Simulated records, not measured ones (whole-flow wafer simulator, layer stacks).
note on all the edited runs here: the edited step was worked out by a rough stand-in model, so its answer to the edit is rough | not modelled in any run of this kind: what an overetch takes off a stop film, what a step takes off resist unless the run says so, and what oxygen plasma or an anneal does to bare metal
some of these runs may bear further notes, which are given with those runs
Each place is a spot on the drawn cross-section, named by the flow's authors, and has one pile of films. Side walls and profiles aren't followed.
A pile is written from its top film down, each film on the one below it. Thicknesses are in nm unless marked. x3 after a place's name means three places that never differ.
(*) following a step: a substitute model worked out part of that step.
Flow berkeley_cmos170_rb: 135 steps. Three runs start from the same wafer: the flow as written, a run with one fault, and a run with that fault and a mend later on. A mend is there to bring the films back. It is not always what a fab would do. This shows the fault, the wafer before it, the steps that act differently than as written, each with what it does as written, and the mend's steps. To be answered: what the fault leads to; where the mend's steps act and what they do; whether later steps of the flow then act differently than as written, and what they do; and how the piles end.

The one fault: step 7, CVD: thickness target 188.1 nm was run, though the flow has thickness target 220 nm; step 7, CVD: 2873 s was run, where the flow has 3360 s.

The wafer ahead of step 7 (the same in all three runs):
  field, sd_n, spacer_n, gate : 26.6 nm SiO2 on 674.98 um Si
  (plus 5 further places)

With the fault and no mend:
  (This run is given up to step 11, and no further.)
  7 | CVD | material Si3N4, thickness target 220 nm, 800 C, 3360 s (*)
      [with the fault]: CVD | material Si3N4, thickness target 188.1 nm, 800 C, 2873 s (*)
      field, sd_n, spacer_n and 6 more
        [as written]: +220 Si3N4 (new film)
        [with the fault]: +188.1 Si3N4 (new film)
  Every later step of the flow up to step 11 that is run acts as written at every place that is followed.
  The piles after step 11 differ from the flow's at field, sd_n, spacer_n and 6 more by more than 2% or 0.5 nm, whichever is larger.
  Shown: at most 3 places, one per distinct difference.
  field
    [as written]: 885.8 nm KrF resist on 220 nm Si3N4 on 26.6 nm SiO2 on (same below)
    [with the fault]: 885.8 nm KrF resist on 188.1 nm Si3N4 on 26.6 nm SiO2 on (same below)
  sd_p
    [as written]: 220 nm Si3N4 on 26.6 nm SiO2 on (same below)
    [with the fault]: 188.1 nm Si3N4 on 26.6 nm SiO2 on (same below)

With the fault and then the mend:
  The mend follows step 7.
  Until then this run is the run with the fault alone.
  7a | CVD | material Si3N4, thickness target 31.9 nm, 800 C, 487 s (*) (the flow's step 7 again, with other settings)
      field, sd_n, spacer_n and 6 more
        +31.9 Si3N4
  Every later step of the flow that is run acts as written at every place that is followed.
  At every place that both follow, the piles at the end match the flow's.
